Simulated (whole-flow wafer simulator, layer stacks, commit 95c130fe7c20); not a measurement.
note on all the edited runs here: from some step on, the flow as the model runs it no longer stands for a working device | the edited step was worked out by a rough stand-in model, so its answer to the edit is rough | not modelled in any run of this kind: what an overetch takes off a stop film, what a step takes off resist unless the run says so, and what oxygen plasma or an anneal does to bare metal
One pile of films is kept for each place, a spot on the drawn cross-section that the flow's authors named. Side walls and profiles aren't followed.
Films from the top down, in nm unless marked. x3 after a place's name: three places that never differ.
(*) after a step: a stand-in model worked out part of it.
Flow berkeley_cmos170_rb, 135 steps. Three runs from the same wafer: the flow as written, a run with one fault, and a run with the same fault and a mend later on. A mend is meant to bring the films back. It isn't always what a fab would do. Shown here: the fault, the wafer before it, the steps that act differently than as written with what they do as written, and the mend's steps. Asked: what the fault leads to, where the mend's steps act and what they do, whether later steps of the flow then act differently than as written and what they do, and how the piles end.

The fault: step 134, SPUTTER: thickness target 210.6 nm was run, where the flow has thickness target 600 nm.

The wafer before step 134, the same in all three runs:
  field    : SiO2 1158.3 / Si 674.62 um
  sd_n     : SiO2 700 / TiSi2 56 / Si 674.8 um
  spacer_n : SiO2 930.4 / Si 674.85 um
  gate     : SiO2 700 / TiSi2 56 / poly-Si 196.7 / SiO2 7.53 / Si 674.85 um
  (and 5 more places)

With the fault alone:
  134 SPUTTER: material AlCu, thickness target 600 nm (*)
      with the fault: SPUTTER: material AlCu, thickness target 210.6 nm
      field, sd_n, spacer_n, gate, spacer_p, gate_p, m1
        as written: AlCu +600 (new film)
        with the fault: AlCu +210.6 (new film)
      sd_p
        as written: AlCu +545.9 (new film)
        with the fault: AlCu +187.1 (new film)
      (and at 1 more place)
  No later step of the flow acts differently than as written at any place that is followed.
  At the end the piles differ from the flow's by more than 2% or 0.5 nm, whichever is larger, at field, sd_n, spacer_n and 6 more.
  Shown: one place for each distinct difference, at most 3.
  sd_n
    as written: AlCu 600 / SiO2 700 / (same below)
    with the fault: AlCu 210.6 / SiO2 700 / (same below)
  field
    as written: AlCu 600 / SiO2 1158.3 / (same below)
    with the fault: AlCu 210.6 / SiO2 1158.3 / (same below)
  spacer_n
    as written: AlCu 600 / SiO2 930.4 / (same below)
    with the fault: AlCu 210.6 / SiO2 930.4 / (same below)

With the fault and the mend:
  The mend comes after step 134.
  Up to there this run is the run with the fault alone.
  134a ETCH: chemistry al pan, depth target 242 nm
      field, sd_n, spacer_n, gate, spacer_p, gate_p, m1
        AlCu -210.6 (all of it)
      sd_p
        AlCu -187.1 (all of it)
      contact
        AlCu -149.7 (all of it)
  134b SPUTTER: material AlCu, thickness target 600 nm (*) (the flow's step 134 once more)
      field, sd_n, spacer_n, gate, spacer_p, gate_p, m1
        AlCu +600 (new film)
      sd_p
        AlCu +545.9 (new film)
      contact
        AlCu +415.1 (new film)
  No later step of the flow acts differently than as written at any place that is followed.
  At the end the piles are the same as the flow's at every place that both follow.
